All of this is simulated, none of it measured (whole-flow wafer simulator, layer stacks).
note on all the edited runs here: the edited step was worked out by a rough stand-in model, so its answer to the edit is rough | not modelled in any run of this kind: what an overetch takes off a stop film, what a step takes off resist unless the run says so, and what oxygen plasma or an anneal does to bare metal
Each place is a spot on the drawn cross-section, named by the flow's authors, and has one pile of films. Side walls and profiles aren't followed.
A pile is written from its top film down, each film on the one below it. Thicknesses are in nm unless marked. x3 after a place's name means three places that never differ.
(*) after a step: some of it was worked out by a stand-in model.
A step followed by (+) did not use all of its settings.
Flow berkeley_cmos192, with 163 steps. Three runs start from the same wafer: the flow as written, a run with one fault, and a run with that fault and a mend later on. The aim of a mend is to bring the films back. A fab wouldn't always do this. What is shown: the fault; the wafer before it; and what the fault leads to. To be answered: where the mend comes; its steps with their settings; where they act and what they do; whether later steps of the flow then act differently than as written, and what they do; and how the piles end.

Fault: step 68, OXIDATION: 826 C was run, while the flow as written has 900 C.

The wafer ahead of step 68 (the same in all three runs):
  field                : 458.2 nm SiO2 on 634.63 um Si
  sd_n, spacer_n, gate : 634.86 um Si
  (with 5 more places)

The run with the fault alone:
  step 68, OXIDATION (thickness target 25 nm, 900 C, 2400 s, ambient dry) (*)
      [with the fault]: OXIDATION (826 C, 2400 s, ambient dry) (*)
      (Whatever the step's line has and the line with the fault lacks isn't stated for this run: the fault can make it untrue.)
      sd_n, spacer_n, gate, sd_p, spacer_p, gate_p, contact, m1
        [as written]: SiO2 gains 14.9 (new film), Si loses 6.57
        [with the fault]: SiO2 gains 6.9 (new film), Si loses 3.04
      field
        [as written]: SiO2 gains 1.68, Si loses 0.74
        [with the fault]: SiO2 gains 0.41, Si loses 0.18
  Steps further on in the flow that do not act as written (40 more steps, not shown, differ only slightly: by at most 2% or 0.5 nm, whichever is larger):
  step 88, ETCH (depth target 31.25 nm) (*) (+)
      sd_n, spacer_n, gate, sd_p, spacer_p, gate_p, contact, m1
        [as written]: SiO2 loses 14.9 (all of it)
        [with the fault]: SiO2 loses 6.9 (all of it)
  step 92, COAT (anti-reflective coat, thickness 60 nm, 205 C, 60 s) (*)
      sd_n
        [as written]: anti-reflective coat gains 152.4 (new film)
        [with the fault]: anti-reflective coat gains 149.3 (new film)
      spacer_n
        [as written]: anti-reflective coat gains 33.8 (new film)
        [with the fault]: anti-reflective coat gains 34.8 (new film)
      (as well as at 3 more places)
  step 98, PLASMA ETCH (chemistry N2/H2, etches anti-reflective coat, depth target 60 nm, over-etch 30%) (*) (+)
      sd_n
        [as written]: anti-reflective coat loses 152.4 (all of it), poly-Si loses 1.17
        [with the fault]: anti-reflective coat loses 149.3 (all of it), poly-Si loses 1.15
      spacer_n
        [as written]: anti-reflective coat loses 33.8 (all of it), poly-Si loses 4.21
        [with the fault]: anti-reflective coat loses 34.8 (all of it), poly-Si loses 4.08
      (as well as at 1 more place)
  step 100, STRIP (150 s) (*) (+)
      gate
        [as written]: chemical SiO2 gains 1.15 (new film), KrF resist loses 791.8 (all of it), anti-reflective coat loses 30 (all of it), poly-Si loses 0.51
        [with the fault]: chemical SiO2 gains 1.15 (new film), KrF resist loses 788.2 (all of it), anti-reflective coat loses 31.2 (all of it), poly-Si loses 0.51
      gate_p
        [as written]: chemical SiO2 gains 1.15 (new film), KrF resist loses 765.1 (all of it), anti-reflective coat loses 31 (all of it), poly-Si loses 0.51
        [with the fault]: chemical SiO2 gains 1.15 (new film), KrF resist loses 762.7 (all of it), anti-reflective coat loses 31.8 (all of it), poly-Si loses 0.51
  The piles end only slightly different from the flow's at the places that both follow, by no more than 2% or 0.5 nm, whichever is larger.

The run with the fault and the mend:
  After step 69 comes the mend.
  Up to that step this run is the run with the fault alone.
  step 69a, OXIDATION (900 C, 1687 s, ambient dry) (*) (a further turn of the flow's step 68, with different settings)
      sd_n, spacer_n, gate, sd_p, spacer_p, gate_p, contact, m1
        SiO2 gains 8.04, Si loses 3.54
      field
        SiO2 gains 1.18, Si loses 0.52
  None of the later steps of the flow differs from how it acts as written, at any place that is followed, by more than 2% or 0.5 nm, whichever is larger.
  The piles end only slightly different from the flow's at the places that both follow, by no more than 2% or 0.5 nm, whichever is larger.
